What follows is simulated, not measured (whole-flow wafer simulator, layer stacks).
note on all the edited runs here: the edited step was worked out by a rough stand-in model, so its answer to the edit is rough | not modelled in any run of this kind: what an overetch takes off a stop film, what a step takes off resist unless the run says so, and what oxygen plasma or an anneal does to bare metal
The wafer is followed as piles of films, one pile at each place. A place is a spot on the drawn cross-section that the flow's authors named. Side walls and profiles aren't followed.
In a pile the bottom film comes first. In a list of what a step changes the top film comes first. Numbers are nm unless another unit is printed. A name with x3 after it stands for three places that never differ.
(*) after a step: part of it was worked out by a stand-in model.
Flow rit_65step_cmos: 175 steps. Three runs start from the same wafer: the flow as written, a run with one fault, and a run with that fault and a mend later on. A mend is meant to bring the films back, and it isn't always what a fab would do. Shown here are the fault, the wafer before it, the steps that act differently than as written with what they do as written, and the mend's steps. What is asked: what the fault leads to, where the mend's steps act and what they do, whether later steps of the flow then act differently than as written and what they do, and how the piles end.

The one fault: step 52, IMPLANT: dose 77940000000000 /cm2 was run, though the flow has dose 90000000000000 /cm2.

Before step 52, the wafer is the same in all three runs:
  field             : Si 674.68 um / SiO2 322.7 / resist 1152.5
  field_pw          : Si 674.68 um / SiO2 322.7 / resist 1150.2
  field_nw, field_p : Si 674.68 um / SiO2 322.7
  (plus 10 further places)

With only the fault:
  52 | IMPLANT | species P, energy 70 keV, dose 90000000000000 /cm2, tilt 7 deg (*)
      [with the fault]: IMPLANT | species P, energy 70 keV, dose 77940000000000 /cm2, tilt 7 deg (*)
      at every place that is followed, does what it does as written
  Steps later in the flow that act otherwise than as written (not shown: 36 more steps that differ only slightly, by at most 2% or 0.5 nm, whichever is larger):
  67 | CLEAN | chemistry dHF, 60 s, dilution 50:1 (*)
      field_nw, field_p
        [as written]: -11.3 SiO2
        [with the fault]: -10.7 SiO2
  When the end is reached, the piles differ only a little from the flow's at the places that both follow, at most by 2% or 0.5 nm, whichever is larger.

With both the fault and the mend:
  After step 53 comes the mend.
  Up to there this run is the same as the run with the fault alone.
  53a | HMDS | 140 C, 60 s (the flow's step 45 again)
      leaves every film unchanged at each place that is followed
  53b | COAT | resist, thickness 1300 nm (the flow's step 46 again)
      gate_n, gate_p, spacer, spacer_p, contact
        +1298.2 resist (new film)
      active_n, active_p, sd_p
        +1297.4 resist (new film)
      field_pw, field_nw
        +1313 resist (new film)
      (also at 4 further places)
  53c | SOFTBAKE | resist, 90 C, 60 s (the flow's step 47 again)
      leaves every film unchanged at each place that is followed
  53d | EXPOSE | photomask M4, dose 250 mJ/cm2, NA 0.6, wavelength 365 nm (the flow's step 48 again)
      leaves every film unchanged at each place that is followed
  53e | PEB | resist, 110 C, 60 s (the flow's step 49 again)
      gate_n, gate_p, spacer, spacer_p, contact, m1
        -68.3 resist
      active_n, active_p, sd_n, sd_p
        -68.2 resist
      field, field_p
        -69.2 resist
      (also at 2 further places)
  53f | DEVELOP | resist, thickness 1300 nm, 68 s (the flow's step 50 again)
      gate_p, spacer_p
        -1229.9 resist (all of it)
      field_nw
        -1243.9 resist (all of it)
      field_p
        -1246.4 resist (all of it)
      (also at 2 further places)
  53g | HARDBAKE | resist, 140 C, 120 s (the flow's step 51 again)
      active_n, gate_n, spacer, contact, m1
        -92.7 resist
      field
        -94 resist
      field_pw
        -93.8 resist
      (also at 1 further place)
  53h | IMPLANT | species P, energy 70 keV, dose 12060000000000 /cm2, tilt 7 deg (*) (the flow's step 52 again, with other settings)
      leaves every film unchanged at each place that is followed
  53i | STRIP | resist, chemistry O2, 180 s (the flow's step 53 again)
      gate_n, spacer, contact
        -1137.2 resist (all of it)
      field
        -1152.5 resist (all of it)
      field_pw
        -1150.2 resist (all of it)
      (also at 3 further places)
  Every later step of the flow that is run acts as written at every place that is followed.
  The piles end the same as the flow's at every place that both follow.
